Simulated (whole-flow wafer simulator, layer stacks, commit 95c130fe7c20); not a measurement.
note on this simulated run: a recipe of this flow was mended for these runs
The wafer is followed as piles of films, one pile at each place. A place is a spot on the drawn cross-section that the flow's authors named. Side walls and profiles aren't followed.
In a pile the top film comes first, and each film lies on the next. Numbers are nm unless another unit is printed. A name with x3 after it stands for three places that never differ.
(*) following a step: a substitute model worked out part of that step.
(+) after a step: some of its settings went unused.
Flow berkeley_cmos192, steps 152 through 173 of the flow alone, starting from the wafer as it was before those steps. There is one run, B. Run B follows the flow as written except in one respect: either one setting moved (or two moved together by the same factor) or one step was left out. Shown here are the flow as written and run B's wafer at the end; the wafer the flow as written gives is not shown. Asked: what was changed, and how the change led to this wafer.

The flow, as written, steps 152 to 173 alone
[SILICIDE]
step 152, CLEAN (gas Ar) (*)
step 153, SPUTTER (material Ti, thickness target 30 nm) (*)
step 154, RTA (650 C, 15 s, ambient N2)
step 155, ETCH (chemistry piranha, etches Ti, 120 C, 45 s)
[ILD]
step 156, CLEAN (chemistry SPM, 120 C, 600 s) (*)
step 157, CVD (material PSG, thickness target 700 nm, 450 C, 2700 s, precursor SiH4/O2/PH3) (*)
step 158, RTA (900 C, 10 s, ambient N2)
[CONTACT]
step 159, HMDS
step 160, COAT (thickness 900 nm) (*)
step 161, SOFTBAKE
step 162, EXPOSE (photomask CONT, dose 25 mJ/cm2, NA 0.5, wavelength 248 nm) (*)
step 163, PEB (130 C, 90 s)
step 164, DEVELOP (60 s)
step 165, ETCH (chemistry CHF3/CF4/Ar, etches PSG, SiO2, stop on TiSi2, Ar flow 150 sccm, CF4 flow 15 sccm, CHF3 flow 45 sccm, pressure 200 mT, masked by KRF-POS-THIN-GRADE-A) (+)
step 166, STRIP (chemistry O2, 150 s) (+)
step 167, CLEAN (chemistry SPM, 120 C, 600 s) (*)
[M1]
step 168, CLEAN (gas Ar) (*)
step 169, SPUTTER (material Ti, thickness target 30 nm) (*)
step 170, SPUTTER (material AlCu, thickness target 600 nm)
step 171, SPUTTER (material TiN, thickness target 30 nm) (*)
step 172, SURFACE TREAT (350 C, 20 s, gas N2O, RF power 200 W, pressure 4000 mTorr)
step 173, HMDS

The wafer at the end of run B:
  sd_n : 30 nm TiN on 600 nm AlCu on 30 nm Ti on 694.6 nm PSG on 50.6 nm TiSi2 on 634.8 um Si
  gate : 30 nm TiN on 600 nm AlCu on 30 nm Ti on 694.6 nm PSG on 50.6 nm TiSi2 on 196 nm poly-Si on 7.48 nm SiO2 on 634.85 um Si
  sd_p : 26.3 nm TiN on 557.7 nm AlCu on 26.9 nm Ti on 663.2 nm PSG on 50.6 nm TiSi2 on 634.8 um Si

Cause: step 154, RTA: 6 s was run, though the flow has 15 s.

The path from the change to this, step by step:
  step 154, RTA (650 C, 15 s, ambient N2)
      sd_n, contact, m1: Ti loses 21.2, TiSi first gains 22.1 (new film), TiSi2 C49 gains 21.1 (new film), Si loses 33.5 (it would be, as written: Ti loses 23.4, TiSi first gains 6.2 (new film), TiSi2 C49 gains 50.3 (new film), Si loses 49)
      gate, gate_p: Ti loses 21.2, TiSi first gains 22.1 (new film), TiSi2 C49 gains 21.1 (new film), poly-Si loses 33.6 (it would be, as written: Ti loses 23.4, TiSi first gains 6.2 (new film), TiSi2 C49 gains 50.3 (new film), poly-Si loses 49.2)
      (as well as at 1 more place)
  step 155, ETCH (chemistry piranha, etches Ti, 120 C, 45 s)
      sd_n, gate, gate_p, contact, m1: Ti loses 8.81 (all of it), TiSi first loses 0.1 (it would be, as written: Ti loses 6.6 (all of it), TiSi first loses 0.1)
      sd_p: Ti loses 7.02 (all of it), TiSi first loses 0.1 (it would be, as written: Ti loses 6.21 (all of it), TiSi first loses 0.1)
  step 158, RTA (900 C, 10 s, ambient N2)
      sd_n, contact, m1: under 1 film: TiSi2 gains 50.6 (new film), TiSi first loses 22 (all of it), TiSi2 C49 loses 21.1 (all of it), Si loses 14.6 (it would be, as written: under 1 film: TiSi2 gains 55.9 (new film), TiSi first loses 6.09 (all of it), TiSi2 C49 loses 50.3 (all of it), Si loses 4.05)
      gate, gate_p: under 1 film: TiSi2 gains 50.6 (new film), TiSi first loses 22 (all of it), TiSi2 C49 loses 21.1 (all of it), poly-Si loses 14.6 (it would be, as written: under 1 film: TiSi2 gains 55.9 (new film), TiSi first loses 6.09 (all of it), TiSi2 C49 loses 50.3 (all of it), poly-Si loses 4.06)
      (as well as at 1 more place)
